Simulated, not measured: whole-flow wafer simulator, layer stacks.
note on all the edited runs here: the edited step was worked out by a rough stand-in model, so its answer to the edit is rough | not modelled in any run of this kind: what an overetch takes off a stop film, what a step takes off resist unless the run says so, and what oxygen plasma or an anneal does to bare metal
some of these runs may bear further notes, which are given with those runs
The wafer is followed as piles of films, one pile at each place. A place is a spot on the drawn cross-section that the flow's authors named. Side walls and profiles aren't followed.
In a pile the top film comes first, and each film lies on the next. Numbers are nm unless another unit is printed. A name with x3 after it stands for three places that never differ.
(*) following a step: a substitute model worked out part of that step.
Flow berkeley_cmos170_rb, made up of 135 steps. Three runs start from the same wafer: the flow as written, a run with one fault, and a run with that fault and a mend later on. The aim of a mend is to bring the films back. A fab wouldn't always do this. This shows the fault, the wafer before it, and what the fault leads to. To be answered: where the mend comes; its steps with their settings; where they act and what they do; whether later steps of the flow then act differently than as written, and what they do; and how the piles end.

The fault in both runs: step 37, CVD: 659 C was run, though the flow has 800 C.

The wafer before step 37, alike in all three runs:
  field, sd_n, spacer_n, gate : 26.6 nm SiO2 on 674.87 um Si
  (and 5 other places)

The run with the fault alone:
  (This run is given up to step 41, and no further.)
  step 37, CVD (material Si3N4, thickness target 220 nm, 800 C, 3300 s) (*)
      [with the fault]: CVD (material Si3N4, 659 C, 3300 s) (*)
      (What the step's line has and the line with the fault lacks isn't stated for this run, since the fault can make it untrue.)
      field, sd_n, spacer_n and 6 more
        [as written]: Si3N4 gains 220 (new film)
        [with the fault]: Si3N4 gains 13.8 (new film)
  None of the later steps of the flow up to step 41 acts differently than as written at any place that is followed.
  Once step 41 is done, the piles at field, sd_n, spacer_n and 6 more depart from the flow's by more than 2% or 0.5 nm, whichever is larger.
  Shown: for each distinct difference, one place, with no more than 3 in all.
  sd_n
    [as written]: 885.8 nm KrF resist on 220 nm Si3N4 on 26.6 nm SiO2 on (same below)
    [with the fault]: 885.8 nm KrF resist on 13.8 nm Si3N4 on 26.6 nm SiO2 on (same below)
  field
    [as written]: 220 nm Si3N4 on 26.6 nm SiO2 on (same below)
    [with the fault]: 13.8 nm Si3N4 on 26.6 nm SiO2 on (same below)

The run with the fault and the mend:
  The mend follows step 37.
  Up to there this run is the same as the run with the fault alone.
  step 37a, CVD (material Si3N4, thickness target 206.2 nm, 800 C, 3093 s) (*) (a further turn of the flow's step 37, with different settings)
      field, sd_n, spacer_n and 6 more
        Si3N4 gains 206.2
  None of the later steps of the flow differs from how it acts as written, at any place that is followed, by more than 2% or 0.5 nm, whichever is larger.
  At every place that both follow, the piles at the end match the flow's.
